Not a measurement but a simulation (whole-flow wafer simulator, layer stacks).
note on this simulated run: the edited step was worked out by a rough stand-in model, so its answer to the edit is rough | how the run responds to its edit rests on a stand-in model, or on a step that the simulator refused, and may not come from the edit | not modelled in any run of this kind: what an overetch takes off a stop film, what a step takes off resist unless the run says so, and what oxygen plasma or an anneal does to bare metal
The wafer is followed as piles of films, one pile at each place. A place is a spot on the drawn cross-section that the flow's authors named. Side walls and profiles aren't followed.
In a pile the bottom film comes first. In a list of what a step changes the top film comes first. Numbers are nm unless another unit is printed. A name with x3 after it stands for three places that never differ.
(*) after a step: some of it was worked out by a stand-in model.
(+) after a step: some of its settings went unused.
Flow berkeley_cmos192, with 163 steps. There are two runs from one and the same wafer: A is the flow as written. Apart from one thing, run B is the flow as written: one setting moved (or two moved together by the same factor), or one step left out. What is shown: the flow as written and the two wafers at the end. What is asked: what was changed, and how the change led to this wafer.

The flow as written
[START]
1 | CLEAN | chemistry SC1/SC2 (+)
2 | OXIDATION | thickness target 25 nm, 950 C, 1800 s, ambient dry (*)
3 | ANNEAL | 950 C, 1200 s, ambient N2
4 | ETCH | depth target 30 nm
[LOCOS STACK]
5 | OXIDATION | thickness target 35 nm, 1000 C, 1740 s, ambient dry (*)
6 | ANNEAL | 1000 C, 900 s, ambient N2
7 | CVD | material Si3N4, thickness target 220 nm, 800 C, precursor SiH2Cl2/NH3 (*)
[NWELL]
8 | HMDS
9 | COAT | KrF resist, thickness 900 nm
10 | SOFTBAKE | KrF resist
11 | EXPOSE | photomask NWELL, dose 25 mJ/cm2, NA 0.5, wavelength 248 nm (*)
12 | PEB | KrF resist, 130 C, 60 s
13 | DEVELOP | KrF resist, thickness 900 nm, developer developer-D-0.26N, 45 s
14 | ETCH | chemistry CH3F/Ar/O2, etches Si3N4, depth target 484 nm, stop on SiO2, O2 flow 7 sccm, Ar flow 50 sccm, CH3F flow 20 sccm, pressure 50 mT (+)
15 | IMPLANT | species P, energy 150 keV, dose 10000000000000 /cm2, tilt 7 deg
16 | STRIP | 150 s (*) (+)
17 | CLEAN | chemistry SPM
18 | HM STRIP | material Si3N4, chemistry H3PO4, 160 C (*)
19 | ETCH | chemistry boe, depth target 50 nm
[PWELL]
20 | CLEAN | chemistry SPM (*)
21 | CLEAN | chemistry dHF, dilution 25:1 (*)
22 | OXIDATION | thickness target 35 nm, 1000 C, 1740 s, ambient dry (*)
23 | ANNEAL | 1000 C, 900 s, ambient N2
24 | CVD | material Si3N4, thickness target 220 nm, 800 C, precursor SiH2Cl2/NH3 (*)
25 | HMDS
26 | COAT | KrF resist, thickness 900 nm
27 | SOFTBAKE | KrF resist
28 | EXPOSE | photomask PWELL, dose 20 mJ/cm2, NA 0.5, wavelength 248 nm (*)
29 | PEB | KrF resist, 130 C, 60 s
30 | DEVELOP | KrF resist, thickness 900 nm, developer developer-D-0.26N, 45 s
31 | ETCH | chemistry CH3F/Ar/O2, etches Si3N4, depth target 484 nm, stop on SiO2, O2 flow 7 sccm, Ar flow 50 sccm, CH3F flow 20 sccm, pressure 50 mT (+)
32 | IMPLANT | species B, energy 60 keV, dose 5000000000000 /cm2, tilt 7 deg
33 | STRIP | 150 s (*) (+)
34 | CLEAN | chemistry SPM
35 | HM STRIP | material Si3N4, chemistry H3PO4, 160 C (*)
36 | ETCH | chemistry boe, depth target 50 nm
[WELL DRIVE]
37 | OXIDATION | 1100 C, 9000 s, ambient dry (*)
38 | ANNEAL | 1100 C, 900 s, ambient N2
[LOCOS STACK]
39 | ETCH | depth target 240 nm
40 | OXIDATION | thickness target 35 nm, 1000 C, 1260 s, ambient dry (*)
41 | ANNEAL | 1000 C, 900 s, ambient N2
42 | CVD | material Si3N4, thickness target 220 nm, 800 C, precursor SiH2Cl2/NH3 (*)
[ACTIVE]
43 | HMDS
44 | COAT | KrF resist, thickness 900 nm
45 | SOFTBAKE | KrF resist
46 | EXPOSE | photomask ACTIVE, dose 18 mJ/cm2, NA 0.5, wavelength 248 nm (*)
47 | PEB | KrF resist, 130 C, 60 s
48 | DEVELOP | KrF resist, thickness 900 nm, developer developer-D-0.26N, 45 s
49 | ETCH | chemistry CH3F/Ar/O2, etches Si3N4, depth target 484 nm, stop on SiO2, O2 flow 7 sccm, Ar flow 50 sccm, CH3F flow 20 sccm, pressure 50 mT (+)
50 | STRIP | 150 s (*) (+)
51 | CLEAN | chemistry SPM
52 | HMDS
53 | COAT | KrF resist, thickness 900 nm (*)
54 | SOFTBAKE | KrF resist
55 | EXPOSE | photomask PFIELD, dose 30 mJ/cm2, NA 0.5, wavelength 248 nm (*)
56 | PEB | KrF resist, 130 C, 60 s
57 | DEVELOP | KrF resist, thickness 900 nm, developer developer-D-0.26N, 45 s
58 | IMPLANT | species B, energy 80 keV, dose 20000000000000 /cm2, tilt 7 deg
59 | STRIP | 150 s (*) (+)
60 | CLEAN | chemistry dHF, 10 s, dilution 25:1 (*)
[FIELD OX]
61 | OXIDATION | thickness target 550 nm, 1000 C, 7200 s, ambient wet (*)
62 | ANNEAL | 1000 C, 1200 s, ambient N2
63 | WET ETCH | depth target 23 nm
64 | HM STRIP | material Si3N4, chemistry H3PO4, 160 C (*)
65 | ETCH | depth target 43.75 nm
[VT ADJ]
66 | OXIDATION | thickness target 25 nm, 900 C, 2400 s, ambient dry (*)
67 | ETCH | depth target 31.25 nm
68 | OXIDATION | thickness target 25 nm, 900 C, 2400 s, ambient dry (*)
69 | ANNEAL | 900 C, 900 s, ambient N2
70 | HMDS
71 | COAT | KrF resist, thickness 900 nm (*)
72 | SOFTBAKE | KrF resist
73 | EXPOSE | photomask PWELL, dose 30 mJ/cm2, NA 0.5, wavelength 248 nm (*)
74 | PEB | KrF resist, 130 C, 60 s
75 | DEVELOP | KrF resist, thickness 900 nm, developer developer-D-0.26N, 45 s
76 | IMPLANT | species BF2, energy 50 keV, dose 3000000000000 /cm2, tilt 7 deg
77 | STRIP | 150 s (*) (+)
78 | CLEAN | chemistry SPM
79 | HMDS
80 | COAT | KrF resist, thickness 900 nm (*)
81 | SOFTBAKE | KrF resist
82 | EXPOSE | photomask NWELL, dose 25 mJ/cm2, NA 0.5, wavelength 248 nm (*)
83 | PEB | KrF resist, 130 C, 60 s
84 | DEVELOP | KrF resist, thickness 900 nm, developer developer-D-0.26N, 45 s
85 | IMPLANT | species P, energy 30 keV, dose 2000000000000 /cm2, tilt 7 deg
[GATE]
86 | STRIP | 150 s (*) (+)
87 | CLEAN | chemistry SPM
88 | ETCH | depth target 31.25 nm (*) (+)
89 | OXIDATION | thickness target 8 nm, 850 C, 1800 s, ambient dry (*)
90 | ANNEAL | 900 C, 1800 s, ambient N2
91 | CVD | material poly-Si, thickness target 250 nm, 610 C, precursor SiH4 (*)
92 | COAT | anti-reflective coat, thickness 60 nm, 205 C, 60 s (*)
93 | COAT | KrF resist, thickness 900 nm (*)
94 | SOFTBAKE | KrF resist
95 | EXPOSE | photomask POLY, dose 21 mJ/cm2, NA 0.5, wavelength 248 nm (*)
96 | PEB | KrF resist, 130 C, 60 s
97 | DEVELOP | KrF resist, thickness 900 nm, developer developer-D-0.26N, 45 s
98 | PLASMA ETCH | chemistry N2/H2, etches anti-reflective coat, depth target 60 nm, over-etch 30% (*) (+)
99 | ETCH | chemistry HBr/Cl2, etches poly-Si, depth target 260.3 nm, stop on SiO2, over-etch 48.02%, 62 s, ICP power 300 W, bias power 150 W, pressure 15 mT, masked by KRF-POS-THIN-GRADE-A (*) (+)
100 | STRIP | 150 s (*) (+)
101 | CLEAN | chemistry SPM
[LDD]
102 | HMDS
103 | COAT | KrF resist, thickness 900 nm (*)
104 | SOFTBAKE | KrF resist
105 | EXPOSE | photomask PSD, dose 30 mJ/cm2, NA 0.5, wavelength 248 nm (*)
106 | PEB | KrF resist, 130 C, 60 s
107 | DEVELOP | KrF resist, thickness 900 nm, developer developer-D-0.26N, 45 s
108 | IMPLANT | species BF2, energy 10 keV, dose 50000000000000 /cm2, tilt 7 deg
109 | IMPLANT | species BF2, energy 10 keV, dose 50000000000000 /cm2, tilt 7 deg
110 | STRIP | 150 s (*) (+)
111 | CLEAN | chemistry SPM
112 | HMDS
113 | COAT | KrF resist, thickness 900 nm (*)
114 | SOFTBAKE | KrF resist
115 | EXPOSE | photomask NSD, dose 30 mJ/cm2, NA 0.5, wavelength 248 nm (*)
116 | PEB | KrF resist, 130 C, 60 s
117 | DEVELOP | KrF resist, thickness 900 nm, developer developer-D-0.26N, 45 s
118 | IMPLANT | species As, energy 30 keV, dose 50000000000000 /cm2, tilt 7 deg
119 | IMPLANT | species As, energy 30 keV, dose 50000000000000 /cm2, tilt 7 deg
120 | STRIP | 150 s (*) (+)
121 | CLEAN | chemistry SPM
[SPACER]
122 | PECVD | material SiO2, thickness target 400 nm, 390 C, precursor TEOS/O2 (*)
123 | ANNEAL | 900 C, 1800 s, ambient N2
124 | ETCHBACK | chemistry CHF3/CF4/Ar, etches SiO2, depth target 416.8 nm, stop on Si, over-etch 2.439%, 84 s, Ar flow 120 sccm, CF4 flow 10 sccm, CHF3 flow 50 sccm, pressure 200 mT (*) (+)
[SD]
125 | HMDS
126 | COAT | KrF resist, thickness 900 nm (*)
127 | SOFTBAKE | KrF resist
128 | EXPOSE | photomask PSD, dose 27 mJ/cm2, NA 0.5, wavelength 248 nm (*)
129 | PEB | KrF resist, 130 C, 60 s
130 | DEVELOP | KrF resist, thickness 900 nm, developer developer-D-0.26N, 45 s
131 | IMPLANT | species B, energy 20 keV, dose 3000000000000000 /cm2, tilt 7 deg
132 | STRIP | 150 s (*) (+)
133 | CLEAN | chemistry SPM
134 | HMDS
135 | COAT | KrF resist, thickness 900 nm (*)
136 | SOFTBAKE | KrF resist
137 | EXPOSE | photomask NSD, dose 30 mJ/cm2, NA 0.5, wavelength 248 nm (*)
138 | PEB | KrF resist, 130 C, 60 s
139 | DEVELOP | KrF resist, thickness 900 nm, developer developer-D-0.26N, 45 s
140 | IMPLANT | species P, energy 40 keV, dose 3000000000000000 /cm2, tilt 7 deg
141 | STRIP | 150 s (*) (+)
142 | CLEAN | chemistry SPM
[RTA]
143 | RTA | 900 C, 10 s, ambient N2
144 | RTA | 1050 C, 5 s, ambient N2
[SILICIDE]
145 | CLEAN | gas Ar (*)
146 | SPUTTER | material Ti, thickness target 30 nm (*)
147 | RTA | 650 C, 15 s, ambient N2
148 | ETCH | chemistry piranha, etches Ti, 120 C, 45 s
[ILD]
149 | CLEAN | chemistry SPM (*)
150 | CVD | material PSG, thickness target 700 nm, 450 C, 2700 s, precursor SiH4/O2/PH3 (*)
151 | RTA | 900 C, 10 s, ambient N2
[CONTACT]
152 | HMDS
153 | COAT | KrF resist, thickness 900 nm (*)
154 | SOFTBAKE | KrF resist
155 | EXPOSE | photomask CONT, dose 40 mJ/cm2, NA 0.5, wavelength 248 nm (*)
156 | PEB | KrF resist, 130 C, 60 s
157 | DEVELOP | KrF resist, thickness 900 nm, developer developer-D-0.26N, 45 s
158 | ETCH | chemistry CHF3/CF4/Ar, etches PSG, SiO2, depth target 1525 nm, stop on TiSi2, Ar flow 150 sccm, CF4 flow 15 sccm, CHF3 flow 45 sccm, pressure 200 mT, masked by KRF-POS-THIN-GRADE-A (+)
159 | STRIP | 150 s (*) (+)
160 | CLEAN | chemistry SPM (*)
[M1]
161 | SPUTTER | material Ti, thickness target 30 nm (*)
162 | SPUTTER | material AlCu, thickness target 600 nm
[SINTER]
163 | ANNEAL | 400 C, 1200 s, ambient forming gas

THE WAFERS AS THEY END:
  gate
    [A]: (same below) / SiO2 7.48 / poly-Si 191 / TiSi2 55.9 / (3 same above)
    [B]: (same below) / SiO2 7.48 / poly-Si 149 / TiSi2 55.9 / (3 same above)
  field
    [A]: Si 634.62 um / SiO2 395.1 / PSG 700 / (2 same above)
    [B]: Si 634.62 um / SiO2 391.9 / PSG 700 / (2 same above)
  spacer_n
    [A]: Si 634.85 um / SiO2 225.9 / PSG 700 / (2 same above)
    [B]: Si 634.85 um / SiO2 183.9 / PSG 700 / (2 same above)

The reason: step 91, CVD: thickness target 208 nm was run, though the flow has thickness target 250 nm.

Step by step, how the change led to this:
  91 | CVD | material poly-Si, thickness target 250 nm, 610 C, precursor SiH4 (*)
      field, sd_n, spacer_n and 6 more: A +250 poly-Si (new film) | B +208 poly-Si (new film)
  92 | COAT | anti-reflective coat, thickness 60 nm, 205 C, 60 s (*)
      contact: A +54 anti-reflective coat (new film) | B +52.9 anti-reflective coat (new film)
  98 | PLASMA ETCH | chemistry N2/H2, etches anti-reflective coat, depth target 60 nm, over-etch 30% (*) (+)
      contact: A -54 anti-reflective coat (all of it), -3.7 poly-Si | B -52.9 anti-reflective coat (all of it), -3.65 poly-Si
  99 | ETCH | chemistry HBr/Cl2, etches poly-Si, depth target 260.3 nm, stop on SiO2, over-etch 48.02%, 62 s, ICP power 300 W, bias power 150 W, pressure 15 mT, masked by KRF-POS-THIN-GRADE-A (*) (+)
      spacer_n, spacer_p: A -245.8 poly-Si (all of it), -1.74 SiO2 | B -203.9 poly-Si (all of it), -4.97 SiO2
      field: A -245.8 poly-Si (all of it), -1.74 SiO2 | B -203.9 poly-Si (all of it), -4.96 SiO2
      (as well as at 4 more places)
  103 | COAT | KrF resist, thickness 900 nm (*)
      gate: A +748 KrF resist (new film) | B +782.3 KrF resist (new film)
      gate_p: A +744.1 KrF resist (new film) | B +778.3 KrF resist (new film)
  107 | DEVELOP | KrF resist, thickness 900 nm, developer developer-D-0.26N, 45 s
      gate_p: A -742.9 KrF resist (all of it) | B -777.1 KrF resist (all of it)
  110 | STRIP | 150 s (*) (+)
      gate: A -732.7 KrF resist (all of it), +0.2 chemical SiO2, -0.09 poly-Si | B -766.8 KrF resist (all of it), +0.2 chemical SiO2, -0.09 poly-Si
  113 | COAT | KrF resist, thickness 900 nm (*)
      gate: A +747.9 KrF resist (new film) | B +781.5 KrF resist (new film)
      gate_p: A +743.9 KrF resist (new film) | B +777.5 KrF resist (new film)
  117 | DEVELOP | KrF resist, thickness 900 nm, developer developer-D-0.26N, 45 s
      gate: A -746.8 KrF resist (all of it) | B -780.3 KrF resist (all of it)
  120 | STRIP | 150 s (*) (+)
      gate_p: A -728.6 KrF resist (all of it), +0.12 chemical SiO2, -0.05 poly-Si | B -762.1 KrF resist (all of it), +0.12 chemical SiO2, -0.05 poly-Si
  124 | ETCHBACK | chemistry CHF3/CF4/Ar, etches SiO2, depth target 416.8 nm, stop on Si, over-etch 2.439%, 84 s, Ar flow 120 sccm, CF4 flow 10 sccm, CHF3 flow 50 sccm, pressure 200 mT (*) (+)
      spacer_n: A -160 SiO2 | B -198.7 SiO2
      spacer_p: A -159.9 SiO2 | B -198.7 SiO2
  126 | COAT | KrF resist, thickness 900 nm (*)
      spacer_n: A +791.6 KrF resist (new film) | B +822 KrF resist (new film)
      gate: A +771.5 KrF resist (new film) | B +801.2 KrF resist (new film)
      (as well as at 2 more places)
  130 | DEVELOP | KrF resist, thickness 900 nm, developer developer-D-0.26N, 45 s
      spacer_p: A -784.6 KrF resist (all of it) | B -815 KrF resist (all of it)
      gate_p: A -764.3 KrF resist (all of it) | B -794 KrF resist (all of it)
  132 | STRIP | 150 s (*) (+)
      spacer_n: A -776.1 KrF resist (all of it) | B -806.5 KrF resist (all of it)
      gate: A +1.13 chemical SiO2 (new film), -756.1 KrF resist (all of it), -0.5 poly-Si | B +1.13 chemical SiO2 (new film), -785.7 KrF resist (all of it), -0.5 poly-Si
  135 | COAT | KrF resist, thickness 900 nm (*)
      spacer_n: A +791.1 KrF resist (new film) | B +821.6 KrF resist (new film)
      gate: A +770.3 KrF resist (new film) | B +800.1 KrF resist (new film)
      (as well as at 2 more places)
  139 | DEVELOP | KrF resist, thickness 900 nm, developer developer-D-0.26N, 45 s
      spacer_n: A -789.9 KrF resist (all of it) | B -820.3 KrF resist (all of it)
      gate: A -769.1 KrF resist (all of it) | B -798.8 KrF resist (all of it)
  ... another 2 steps ...
  159 | STRIP | 150 s (*) (+)
      spacer_n: A -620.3 KrF resist (all of it) | B -642.4 KrF resist (all of it)
      gate: A -600.1 KrF resist (all of it) | B -619.9 KrF resist (all of it)
      (as well as at 2 more places)
